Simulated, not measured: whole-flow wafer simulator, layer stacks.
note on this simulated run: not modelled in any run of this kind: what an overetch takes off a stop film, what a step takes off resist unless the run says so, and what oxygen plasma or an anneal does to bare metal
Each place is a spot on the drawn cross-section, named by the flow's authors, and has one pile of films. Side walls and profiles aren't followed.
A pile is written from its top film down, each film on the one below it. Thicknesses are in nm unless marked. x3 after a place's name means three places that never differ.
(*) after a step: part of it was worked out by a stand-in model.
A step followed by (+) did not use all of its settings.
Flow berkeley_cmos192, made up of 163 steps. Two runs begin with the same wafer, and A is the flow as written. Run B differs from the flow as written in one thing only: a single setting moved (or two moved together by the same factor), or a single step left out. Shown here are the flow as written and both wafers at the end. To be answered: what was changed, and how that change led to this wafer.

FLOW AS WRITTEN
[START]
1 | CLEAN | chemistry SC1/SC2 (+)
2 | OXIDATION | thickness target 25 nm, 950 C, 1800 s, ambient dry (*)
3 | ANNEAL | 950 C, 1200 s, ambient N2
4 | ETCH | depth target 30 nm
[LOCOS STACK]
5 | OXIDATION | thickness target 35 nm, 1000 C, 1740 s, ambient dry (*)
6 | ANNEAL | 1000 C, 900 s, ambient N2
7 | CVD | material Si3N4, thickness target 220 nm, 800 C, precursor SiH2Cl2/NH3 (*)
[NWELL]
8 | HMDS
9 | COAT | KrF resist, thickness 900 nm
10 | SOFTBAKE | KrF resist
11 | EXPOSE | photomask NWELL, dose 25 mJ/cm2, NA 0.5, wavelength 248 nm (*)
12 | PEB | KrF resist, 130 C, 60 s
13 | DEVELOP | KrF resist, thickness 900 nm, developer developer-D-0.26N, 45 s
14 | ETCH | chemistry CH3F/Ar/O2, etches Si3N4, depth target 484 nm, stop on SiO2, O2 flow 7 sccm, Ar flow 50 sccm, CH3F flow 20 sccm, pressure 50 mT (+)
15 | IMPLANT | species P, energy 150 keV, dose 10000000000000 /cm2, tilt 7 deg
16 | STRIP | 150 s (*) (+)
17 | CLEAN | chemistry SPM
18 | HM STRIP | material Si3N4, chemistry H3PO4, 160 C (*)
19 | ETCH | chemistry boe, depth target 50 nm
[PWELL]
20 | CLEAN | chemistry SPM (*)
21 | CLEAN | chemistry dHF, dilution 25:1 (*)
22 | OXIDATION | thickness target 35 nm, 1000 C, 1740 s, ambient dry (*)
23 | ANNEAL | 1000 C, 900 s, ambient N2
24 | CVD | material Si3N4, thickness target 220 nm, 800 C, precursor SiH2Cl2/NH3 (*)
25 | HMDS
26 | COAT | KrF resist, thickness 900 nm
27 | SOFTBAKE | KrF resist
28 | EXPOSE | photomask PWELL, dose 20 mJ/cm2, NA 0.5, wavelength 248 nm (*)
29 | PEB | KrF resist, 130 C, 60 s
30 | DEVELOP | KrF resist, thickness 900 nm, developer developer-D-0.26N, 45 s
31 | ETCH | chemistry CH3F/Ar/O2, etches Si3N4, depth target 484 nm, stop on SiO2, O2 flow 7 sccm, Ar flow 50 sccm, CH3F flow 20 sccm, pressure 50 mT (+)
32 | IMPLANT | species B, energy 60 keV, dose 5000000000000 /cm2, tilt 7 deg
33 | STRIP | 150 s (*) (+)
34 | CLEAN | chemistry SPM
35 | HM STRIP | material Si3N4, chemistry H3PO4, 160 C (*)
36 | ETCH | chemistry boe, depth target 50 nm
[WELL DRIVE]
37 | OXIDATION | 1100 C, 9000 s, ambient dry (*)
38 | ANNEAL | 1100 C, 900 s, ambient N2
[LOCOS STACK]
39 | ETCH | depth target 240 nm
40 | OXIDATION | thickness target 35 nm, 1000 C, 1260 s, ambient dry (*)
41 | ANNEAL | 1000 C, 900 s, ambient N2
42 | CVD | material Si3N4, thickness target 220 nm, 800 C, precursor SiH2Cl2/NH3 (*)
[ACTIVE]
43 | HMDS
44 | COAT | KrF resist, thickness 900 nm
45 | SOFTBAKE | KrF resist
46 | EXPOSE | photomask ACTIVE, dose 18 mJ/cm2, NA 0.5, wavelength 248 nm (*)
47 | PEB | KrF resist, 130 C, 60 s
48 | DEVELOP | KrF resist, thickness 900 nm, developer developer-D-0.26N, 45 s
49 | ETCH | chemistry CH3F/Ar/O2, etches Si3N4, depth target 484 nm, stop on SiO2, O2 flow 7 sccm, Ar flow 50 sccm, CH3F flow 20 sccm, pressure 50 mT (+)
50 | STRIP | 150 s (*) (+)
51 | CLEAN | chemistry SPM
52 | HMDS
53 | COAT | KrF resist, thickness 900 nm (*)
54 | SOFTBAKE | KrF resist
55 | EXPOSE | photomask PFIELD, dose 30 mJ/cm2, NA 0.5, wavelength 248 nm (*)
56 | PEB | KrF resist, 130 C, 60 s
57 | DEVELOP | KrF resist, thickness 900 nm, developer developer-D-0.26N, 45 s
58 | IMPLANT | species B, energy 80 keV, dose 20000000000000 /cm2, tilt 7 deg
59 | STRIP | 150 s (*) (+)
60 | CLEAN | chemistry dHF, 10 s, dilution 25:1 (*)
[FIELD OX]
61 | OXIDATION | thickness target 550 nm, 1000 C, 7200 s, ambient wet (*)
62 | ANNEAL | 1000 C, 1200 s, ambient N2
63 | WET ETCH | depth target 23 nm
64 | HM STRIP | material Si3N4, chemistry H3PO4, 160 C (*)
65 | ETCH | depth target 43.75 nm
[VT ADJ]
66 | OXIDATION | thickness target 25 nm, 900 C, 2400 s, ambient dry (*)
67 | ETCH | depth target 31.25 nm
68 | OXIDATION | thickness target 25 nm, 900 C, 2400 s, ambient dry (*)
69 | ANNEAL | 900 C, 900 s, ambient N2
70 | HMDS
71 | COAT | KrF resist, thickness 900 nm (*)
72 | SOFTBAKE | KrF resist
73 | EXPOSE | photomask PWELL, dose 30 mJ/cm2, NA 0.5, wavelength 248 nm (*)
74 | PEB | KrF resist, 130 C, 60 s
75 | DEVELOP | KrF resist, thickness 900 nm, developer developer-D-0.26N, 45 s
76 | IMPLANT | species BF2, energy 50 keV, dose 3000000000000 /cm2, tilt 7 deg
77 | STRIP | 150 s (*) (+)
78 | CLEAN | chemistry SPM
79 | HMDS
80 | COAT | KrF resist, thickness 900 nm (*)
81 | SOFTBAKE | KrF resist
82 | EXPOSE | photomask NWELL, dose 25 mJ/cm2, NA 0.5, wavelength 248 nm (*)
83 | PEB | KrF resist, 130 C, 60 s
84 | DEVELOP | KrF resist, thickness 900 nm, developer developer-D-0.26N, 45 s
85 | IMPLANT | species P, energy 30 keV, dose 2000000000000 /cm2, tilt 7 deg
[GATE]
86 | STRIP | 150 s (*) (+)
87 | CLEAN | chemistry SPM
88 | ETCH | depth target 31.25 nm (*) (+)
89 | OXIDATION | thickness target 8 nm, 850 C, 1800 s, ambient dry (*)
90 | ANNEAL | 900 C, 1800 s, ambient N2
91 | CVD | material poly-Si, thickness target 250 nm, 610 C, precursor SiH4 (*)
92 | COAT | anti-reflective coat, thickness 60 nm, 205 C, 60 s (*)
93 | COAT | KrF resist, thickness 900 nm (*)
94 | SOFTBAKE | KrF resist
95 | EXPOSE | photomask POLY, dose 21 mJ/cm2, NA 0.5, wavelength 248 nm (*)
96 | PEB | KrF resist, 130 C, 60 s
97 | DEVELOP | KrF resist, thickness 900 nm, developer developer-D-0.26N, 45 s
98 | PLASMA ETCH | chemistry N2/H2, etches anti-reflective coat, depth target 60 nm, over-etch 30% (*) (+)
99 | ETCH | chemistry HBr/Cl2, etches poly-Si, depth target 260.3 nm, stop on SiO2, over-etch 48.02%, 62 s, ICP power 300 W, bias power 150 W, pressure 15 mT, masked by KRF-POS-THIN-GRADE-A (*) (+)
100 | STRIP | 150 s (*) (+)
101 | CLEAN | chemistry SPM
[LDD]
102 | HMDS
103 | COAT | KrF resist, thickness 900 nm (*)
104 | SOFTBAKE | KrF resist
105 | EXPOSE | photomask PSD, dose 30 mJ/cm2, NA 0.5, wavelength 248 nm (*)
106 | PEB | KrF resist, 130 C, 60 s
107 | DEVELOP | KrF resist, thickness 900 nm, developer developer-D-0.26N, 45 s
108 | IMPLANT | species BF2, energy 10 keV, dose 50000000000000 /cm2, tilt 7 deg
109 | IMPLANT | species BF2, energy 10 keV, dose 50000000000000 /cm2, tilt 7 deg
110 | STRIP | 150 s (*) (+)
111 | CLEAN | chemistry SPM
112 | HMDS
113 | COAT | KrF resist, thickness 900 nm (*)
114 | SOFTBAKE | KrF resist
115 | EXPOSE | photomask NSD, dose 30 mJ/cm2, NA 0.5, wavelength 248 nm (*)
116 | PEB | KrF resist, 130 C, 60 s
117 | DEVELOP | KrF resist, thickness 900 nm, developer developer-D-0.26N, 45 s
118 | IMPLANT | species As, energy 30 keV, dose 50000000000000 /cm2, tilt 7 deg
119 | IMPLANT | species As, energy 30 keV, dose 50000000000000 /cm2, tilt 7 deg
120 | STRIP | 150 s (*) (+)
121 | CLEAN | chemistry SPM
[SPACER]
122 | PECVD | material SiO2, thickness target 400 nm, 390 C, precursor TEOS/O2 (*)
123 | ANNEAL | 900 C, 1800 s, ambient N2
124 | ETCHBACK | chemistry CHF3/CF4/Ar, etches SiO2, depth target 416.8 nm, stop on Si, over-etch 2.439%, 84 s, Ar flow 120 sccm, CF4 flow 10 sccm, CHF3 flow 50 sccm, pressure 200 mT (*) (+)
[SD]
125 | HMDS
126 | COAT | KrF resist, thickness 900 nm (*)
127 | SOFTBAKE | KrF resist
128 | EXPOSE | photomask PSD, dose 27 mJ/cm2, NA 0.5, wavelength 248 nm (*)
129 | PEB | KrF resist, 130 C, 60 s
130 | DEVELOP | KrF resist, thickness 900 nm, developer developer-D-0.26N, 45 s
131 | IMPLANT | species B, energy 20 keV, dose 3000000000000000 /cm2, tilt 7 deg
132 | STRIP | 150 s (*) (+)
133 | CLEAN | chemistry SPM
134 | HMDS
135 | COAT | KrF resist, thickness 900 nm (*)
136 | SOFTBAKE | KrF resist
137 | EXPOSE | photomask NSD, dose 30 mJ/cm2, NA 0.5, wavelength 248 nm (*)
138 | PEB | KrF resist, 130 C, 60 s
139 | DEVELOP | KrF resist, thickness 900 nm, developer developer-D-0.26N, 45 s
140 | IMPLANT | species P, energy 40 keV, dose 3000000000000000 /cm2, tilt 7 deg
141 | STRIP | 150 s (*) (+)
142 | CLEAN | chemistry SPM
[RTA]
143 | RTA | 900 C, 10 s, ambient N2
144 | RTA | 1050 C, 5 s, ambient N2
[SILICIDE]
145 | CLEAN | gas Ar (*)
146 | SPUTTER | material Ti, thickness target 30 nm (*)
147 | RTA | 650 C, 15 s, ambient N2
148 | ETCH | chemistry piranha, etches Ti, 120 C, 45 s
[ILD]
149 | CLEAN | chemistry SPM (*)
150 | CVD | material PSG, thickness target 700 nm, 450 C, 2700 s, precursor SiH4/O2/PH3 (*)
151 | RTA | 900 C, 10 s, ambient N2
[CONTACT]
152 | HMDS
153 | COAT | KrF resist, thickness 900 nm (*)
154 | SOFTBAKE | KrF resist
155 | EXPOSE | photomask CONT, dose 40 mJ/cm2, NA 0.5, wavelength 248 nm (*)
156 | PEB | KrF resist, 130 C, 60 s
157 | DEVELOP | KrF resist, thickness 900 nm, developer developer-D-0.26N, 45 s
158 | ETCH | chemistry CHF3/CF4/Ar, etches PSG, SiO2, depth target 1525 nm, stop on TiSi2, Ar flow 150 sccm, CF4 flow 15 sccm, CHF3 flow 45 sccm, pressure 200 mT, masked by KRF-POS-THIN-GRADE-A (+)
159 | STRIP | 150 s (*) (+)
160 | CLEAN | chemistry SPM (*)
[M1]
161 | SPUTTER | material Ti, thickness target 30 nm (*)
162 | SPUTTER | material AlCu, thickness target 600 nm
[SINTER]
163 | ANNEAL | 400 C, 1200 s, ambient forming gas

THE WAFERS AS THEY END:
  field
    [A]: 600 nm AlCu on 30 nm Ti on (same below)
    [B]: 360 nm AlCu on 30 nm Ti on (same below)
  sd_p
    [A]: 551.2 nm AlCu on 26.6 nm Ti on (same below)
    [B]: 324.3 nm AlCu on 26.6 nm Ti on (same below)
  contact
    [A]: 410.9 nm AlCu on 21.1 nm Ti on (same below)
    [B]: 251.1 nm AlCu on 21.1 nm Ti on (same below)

What caused this: step 162, SPUTTER: thickness target 360 nm was run, whereas the flow has thickness target 600 nm.
The wafer lets one read it off: field has AlCu 360, and step 162 as written asks for 600 nm.

How this came from the change, step by step:
  162 | SPUTTER | material AlCu, thickness target 600 nm
      field, sd_n, spacer_n, gate, spacer_p, gate_p, m1: A +600 AlCu (new film) | B +360 AlCu (new film)
      sd_p: A +551.2 AlCu (new film) | B +324.3 AlCu (new film)
      (and at 1 other place as well)
